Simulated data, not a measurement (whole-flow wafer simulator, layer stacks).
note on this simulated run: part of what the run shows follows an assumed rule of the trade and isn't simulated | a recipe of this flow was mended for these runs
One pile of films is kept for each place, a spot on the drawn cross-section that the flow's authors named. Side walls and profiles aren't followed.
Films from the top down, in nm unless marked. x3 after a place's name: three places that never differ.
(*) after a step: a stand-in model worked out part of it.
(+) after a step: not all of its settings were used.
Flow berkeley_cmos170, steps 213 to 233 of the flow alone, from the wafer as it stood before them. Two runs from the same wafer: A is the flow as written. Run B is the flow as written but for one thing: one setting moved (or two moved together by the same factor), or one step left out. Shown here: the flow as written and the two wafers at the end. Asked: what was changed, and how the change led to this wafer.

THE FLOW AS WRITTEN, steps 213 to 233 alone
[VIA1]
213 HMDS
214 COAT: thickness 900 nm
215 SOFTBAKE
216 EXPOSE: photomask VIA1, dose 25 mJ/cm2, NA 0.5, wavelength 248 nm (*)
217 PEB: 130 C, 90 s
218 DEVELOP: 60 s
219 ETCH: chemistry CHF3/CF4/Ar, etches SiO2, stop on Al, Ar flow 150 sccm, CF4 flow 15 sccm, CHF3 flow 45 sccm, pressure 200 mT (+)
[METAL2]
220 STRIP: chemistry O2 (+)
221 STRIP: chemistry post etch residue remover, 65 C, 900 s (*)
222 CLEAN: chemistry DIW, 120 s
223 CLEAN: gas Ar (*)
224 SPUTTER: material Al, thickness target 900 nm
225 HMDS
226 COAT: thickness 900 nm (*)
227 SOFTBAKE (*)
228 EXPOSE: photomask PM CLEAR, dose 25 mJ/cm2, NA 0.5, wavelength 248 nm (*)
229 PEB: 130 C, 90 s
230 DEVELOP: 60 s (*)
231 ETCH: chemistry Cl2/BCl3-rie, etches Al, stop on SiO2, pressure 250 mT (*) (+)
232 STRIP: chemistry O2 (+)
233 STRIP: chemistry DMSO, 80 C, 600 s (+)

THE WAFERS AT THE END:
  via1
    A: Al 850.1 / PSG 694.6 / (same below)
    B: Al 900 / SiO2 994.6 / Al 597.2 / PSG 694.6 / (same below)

The cause: step 219, ETCH: chemistry CHF3/CF4/Ar, etches SiO2, stop on Al, Ar flow 150 sccm, CF4 flow 15 sccm, CHF3 flow 45 sccm, pressure 200 mT (+), was left out.

How the change led to this, step by step:
  220 STRIP: chemistry O2 (+)
      field, mark, sd_n and 9 more: A KrF-resist -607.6 (all of it) | B KrF-resist -883.1 (all of it)
  221 STRIP: chemistry post etch residue remover, 65 C, 900 s (*)
      via1: A Al -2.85 | B nothing
  223 CLEAN: gas Ar (*)
      via1: A Al -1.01 | B SiO2 -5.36
  224 SPUTTER: material Al, thickness target 900 nm
      via1: A Al +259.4 | B Al +900 (new film)
  226 COAT: thickness 900 nm (*)
      m1: A KrF-resist +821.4 (new film) | B KrF-resist +900 (new film)
      via1: A KrF-resist +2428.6 (new film) | B KrF-resist +900 (new film)
      (and at 1 more place)
  229 PEB: 130 C, 90 s
      via1: A KrF-resist -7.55 | B KrF-resist -2
  232 STRIP: chemistry O2 (+)
      contact: A KrF-resist -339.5 (all of it) | B KrF-resist -349.7 (all of it)
      m1: A KrF-resist -271.3 (all of it) | B KrF-resist -349.7 (all of it)
      (and at 3 more places)
Counting metal films that touch as one body, via1 has 2 bodies (between them, from the top down: SiO2 994.6); the flow as written gives 1 body.
